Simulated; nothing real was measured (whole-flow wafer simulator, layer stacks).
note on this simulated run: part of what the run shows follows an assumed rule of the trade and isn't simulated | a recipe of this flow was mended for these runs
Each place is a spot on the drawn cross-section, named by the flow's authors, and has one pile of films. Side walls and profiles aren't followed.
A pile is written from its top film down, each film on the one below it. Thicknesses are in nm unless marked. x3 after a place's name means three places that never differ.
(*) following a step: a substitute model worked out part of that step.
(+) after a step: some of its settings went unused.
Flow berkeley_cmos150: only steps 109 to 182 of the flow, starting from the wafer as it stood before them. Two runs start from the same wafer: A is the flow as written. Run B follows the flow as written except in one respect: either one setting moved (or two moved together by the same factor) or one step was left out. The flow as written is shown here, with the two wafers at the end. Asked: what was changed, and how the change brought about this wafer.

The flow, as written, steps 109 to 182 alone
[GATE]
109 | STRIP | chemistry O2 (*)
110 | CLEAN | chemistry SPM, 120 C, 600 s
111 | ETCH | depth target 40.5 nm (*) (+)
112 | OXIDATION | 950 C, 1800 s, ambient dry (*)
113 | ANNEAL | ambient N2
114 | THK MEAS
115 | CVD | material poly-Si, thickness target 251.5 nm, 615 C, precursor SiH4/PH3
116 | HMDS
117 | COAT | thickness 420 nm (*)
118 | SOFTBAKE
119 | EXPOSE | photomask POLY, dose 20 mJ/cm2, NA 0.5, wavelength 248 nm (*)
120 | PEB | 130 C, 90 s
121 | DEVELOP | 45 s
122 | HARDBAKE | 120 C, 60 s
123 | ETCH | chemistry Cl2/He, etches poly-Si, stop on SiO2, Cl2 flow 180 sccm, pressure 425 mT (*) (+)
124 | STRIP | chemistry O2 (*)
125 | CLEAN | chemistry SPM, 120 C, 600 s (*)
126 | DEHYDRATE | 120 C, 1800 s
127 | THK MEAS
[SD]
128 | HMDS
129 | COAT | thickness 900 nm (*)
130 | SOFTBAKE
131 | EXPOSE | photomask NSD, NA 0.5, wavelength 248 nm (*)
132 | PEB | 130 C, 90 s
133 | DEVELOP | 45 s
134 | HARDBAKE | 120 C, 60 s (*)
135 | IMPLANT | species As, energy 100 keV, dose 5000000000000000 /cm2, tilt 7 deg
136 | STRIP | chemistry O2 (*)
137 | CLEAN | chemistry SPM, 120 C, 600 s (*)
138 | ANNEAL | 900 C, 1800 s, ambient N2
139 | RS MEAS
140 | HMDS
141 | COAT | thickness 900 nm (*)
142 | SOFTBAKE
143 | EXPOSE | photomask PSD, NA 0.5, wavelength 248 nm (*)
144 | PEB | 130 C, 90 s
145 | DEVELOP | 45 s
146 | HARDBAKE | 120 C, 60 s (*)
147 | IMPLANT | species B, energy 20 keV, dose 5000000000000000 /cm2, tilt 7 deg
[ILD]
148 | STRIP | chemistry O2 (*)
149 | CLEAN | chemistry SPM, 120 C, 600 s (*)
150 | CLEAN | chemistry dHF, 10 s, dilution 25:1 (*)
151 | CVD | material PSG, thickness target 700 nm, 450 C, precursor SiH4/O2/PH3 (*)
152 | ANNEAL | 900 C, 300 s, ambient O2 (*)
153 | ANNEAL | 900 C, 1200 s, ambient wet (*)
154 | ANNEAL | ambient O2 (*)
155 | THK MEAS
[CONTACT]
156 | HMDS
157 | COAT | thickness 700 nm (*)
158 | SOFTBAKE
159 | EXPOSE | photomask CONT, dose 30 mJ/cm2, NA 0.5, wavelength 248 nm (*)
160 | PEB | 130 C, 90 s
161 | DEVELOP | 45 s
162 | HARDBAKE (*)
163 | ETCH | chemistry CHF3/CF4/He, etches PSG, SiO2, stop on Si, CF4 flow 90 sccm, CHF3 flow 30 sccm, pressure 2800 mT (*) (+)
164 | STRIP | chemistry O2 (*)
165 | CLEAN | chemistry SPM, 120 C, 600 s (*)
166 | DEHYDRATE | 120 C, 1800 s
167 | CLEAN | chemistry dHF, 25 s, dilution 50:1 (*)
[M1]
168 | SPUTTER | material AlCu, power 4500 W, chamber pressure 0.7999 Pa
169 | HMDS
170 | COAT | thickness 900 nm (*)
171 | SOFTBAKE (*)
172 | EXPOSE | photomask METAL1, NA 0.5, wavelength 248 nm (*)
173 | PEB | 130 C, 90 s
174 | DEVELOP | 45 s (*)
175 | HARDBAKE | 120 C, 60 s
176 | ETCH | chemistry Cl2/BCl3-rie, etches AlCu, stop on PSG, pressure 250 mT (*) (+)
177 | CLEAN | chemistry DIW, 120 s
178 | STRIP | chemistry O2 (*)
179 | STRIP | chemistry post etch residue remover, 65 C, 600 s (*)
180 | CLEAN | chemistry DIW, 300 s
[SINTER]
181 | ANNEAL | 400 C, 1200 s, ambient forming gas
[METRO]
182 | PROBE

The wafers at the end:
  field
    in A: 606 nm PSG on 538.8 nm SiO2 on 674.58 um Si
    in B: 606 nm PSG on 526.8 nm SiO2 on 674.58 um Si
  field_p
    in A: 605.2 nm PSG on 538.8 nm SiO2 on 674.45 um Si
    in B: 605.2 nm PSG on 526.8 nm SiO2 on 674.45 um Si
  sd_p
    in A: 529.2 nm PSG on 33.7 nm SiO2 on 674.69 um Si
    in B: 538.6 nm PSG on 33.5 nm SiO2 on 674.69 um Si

Cause: step 111, ETCH: depth target 52.65 nm was run, while the flow as written has depth target 40.5 nm.

Step by step, how the change led to this:
  111 | ETCH | depth target 40.5 nm (*) (+)
      field, field_p: A -40.5 SiO2 | B -52.7 SiO2
  164 | STRIP | chemistry O2 (*)
      sd_p: A -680 KrF-resist (all of it) | B -664.9 KrF-resist (all of it)
  168 | SPUTTER | material AlCu, power 4500 W, chamber pressure 0.7999 Pa
      sd_p: A +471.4 AlCu (new film) | B +482.2 AlCu (new film)
  176 | ETCH | chemistry Cl2/BCl3-rie, etches AlCu, stop on PSG, pressure 250 mT (*) (+)
      sd_p: A -461.4 AlCu (all of it), -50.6 PSG | B -472.2 AlCu (all of it), -49.2 PSG
